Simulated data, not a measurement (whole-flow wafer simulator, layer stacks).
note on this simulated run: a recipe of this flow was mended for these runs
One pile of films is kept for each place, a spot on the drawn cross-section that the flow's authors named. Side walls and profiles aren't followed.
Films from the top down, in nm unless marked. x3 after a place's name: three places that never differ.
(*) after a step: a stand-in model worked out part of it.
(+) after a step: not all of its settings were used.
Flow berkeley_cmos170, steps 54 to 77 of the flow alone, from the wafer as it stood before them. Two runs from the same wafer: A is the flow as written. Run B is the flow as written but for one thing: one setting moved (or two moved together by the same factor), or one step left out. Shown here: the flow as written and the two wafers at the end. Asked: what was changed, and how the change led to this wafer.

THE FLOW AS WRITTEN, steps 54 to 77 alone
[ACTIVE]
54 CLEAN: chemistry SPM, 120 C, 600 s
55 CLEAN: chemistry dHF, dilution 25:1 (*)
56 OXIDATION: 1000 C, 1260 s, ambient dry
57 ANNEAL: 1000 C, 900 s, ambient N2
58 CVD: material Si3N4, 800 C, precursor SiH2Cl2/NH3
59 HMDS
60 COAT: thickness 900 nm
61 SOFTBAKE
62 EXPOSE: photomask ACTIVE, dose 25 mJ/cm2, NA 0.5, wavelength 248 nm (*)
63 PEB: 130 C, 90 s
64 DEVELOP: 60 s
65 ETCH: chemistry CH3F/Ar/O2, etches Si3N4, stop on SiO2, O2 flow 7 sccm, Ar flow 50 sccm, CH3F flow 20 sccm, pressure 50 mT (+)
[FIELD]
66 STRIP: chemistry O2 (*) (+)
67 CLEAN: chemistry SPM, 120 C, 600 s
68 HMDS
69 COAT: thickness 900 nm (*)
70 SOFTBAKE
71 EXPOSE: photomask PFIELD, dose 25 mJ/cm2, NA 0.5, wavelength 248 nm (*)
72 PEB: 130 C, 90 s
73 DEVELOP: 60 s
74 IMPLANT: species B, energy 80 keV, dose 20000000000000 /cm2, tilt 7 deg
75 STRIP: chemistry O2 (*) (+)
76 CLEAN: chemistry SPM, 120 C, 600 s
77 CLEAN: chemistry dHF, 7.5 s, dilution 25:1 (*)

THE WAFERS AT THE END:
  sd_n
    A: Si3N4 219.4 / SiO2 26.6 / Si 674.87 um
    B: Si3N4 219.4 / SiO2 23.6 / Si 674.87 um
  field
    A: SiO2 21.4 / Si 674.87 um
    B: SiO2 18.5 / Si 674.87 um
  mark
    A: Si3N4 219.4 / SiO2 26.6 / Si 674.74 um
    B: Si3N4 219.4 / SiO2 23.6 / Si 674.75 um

The cause: step 56, OXIDATION: 1008 s was run, where the flow has 1260 s.

How the change led to this, step by step:
  56 OXIDATION: 1000 C, 1260 s, ambient dry
      field, mark, sd_n and 10 more: A SiO2 +26.6 (new film), Si -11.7 | B SiO2 +23.6 (new film), Si -10.4
